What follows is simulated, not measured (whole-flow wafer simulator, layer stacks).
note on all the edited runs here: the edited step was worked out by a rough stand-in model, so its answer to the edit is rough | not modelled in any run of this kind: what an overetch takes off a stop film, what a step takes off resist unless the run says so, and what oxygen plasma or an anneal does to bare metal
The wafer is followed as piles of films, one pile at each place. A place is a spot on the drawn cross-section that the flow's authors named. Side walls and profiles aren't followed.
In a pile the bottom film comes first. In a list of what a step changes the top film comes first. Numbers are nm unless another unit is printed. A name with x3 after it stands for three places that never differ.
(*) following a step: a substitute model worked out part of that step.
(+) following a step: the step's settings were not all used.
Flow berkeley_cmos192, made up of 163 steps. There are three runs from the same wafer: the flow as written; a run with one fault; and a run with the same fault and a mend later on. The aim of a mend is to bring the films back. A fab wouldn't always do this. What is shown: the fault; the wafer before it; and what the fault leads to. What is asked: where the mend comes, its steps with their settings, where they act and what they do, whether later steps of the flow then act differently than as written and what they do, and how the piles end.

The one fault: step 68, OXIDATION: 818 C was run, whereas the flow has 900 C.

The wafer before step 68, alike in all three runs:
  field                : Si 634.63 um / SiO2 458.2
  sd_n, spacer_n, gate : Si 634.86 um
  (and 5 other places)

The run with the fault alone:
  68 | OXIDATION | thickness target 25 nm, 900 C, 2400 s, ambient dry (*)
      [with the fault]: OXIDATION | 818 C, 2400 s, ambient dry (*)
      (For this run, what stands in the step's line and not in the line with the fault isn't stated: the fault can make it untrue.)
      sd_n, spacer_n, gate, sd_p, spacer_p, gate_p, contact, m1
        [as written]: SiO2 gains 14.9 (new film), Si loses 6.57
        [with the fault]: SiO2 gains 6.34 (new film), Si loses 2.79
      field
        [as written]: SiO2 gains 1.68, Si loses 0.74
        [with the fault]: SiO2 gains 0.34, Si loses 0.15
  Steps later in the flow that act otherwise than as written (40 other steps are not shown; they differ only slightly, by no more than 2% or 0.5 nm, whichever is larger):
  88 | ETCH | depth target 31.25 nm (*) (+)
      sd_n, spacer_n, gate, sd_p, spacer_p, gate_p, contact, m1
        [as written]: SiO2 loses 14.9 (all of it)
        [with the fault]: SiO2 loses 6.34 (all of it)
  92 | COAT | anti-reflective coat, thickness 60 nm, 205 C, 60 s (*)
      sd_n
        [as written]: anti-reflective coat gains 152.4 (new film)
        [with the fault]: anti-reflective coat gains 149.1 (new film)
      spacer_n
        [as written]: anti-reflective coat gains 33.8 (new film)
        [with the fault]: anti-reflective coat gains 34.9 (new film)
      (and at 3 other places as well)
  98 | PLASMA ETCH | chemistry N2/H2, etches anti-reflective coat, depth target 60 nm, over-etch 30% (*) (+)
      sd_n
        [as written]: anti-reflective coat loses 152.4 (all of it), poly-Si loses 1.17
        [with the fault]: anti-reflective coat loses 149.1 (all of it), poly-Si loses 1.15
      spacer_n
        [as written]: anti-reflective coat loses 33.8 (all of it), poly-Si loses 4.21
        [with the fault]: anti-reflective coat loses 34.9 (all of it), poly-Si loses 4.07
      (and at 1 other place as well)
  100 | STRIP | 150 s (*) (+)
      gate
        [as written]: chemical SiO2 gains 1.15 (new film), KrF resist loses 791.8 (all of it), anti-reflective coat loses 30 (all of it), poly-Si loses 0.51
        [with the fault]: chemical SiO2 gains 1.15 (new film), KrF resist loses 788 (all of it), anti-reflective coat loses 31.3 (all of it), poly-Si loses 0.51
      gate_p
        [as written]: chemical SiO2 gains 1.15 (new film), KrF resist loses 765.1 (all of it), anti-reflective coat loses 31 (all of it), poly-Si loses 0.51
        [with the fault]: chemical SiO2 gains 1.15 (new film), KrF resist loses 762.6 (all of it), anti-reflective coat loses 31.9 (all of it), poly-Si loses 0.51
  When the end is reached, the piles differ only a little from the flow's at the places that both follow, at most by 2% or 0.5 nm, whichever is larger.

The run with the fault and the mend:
  The mend stands after step 69.
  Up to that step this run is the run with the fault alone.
  69a | OXIDATION | 900 C, 1781 s, ambient dry (*) (the flow's step 68 again, with other settings)
      sd_n, spacer_n, gate, sd_p, spacer_p, gate_p, contact, m1
        SiO2 gains 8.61, Si loses 3.79
      field
        SiO2 gains 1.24, Si loses 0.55
  Later steps of the flow that are run all act as written at every place that is followed, up to a difference of at most 2% or 0.5 nm, whichever is larger.
  When the end is reached, the piles differ only a little from the flow's at the places that both follow, at most by 2% or 0.5 nm, whichever is larger.
